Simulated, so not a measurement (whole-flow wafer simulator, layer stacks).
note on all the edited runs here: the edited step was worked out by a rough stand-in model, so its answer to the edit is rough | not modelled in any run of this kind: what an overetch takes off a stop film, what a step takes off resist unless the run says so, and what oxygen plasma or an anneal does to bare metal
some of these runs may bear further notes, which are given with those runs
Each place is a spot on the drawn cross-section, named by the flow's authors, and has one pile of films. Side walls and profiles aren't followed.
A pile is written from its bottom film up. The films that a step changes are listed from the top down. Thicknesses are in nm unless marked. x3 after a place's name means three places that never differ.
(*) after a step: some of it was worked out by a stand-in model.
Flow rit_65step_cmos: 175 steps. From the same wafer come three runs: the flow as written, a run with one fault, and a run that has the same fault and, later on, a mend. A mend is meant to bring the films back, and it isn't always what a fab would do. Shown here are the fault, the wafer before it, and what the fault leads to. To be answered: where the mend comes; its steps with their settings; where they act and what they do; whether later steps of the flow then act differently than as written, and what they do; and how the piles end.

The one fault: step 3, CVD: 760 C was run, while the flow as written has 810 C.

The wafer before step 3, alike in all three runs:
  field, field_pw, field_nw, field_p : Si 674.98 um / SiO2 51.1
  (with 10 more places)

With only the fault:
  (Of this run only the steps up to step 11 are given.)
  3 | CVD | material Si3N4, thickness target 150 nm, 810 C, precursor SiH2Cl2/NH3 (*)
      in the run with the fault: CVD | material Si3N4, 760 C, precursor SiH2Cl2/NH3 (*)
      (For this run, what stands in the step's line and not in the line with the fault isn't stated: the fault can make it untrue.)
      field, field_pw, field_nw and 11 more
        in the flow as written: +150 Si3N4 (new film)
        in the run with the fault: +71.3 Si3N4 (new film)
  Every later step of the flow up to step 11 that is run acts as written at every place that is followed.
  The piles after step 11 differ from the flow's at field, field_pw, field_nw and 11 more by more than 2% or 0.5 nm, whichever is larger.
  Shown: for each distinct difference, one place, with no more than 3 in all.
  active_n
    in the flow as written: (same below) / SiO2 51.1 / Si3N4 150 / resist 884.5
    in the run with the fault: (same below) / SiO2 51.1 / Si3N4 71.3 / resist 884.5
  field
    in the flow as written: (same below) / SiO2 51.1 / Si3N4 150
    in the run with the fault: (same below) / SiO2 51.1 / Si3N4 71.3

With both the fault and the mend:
  The mend stands after step 4.
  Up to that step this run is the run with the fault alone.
  4a | CVD | material Si3N4, thickness target 79 nm, 810 C, 786 s, precursor SiH2Cl2/NH3 (*) (a further turn of the flow's step 3, with different settings)
      field, field_pw, field_nw and 11 more
        +79 Si3N4
  Every later step of the flow that is run acts as written, at every place that is followed, to within 2% or 0.5 nm, whichever is larger.
  At every place that both follow, the piles at the end match the flow's.
